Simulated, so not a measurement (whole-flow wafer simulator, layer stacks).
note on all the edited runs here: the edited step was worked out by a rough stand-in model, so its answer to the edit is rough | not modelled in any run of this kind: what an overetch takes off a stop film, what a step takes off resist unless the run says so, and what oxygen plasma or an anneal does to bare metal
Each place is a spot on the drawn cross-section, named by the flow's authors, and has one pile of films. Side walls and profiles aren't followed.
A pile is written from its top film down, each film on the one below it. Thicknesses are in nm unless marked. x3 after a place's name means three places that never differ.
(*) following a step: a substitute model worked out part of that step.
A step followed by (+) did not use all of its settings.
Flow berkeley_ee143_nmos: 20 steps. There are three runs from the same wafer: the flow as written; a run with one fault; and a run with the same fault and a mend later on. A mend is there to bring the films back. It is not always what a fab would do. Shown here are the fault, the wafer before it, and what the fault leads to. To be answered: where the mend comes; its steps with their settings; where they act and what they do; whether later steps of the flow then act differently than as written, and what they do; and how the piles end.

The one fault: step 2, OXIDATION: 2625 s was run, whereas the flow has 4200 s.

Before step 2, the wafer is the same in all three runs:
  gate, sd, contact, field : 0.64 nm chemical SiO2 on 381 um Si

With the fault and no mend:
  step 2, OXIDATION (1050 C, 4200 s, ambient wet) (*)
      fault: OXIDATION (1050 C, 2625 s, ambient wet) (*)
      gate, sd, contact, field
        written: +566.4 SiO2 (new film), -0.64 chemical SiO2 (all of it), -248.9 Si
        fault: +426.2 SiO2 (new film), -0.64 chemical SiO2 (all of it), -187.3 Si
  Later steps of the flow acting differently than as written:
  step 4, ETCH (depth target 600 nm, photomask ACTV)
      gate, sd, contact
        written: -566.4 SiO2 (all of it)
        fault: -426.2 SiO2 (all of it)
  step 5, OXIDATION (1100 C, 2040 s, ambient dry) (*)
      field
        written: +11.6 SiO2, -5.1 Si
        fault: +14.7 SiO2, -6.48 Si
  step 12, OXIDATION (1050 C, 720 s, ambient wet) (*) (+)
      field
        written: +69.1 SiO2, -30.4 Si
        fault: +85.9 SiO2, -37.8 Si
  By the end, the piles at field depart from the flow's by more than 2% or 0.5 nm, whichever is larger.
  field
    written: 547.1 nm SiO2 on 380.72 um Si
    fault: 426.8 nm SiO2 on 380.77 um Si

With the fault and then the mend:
  The mend follows step 2.
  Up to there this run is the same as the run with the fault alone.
  step 2a, OXIDATION (1050 C, 1575 s, ambient wet) (*) (the flow's step 2 again, with other settings)
      gate, sd, contact, field
        +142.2 SiO2, -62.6 Si
  Every later step of the flow that is run acts as written, at every place that is followed, to within 2% or 0.5 nm, whichever is larger.
  The piles end only slightly different from the flow's at the places that both follow, by no more than 2% or 0.5 nm, whichever is larger.
